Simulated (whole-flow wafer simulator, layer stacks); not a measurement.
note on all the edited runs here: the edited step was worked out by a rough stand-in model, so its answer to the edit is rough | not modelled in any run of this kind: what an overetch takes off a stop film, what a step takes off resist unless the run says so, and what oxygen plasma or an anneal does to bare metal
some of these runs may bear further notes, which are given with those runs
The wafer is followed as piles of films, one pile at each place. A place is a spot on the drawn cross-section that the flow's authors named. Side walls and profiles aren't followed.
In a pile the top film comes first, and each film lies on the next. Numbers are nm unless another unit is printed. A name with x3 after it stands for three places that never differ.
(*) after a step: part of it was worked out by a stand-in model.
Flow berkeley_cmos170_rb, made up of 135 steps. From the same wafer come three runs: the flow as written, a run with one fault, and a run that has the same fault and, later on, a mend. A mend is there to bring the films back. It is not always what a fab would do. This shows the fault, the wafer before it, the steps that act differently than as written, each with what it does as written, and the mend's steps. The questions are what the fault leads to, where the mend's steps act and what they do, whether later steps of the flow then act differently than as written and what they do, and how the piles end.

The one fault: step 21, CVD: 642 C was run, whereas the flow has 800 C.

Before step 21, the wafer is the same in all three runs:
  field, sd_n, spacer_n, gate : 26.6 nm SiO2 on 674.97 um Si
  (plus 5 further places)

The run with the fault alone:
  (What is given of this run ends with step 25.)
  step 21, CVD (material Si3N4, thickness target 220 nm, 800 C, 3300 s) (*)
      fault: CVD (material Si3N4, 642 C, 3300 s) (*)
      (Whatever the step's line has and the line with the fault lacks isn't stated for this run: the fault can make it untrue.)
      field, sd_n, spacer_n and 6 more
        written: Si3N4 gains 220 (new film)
        fault: Si3N4 gains 9.02 (new film)
  Later steps of the flow up to step 25 that are run all act as written at every place that is followed.
  Once step 25 is done, the piles at field, sd_n, spacer_n and 6 more depart from the flow's by more than 2% or 0.5 nm, whichever is larger.
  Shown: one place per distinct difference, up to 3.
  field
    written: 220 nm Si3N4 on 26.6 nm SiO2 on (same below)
    fault: 9.02 nm Si3N4 on 26.6 nm SiO2 on (same below)
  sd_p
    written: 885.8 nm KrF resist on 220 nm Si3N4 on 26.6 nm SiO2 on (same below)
    fault: 885.8 nm KrF resist on 9.02 nm Si3N4 on 26.6 nm SiO2 on (same below)

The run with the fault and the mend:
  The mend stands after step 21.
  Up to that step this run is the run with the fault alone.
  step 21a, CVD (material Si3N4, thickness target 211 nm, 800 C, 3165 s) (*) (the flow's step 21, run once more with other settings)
      field, sd_n, spacer_n and 6 more
        Si3N4 gains 211
  Later steps of the flow that are run all act as written at every place that is followed.
  At every place that both follow, the piles at the end match the flow's.
